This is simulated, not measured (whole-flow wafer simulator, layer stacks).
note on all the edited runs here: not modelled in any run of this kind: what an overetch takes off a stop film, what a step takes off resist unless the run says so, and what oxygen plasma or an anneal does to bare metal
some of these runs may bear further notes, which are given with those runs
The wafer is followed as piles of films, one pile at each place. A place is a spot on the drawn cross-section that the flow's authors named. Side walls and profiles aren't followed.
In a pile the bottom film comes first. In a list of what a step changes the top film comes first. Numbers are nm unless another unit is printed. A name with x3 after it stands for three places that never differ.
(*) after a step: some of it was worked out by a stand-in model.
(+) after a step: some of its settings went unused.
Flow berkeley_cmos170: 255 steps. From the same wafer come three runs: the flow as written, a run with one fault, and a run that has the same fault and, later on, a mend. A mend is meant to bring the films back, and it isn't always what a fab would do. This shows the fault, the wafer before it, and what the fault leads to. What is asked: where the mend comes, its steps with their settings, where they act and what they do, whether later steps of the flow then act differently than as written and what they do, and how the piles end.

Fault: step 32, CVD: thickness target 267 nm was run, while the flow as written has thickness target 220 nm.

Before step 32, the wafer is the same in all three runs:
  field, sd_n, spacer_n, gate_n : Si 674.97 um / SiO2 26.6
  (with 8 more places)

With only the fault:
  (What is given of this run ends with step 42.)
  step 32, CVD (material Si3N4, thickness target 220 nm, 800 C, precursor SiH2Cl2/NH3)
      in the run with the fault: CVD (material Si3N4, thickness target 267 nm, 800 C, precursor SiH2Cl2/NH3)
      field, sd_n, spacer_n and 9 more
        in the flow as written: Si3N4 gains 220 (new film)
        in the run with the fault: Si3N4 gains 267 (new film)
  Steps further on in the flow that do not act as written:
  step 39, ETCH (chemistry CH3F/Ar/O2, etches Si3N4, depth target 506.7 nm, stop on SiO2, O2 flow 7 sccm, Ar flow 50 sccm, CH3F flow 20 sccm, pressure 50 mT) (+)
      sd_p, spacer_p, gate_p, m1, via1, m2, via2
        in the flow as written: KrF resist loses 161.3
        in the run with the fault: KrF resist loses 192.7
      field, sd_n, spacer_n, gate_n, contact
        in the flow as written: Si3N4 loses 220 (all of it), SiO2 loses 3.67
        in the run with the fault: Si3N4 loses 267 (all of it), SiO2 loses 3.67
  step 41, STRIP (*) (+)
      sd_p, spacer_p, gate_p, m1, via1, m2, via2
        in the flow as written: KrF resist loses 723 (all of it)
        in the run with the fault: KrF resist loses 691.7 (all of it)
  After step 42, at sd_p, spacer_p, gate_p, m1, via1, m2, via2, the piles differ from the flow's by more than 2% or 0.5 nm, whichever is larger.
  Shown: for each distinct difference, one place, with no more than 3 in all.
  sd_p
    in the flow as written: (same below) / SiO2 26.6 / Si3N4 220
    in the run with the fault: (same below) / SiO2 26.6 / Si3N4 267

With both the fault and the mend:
  After step 32 comes the mend.
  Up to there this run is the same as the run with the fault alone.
  step 32a, ETCH (chemistry h3po4, depth target 47 nm)
      field, sd_n, spacer_n and 9 more
        Si3N4 loses 47
  None of the later steps of the flow acts differently than as written at any place that is followed.
  By the end, the piles equal the flow's at every place that both follow.
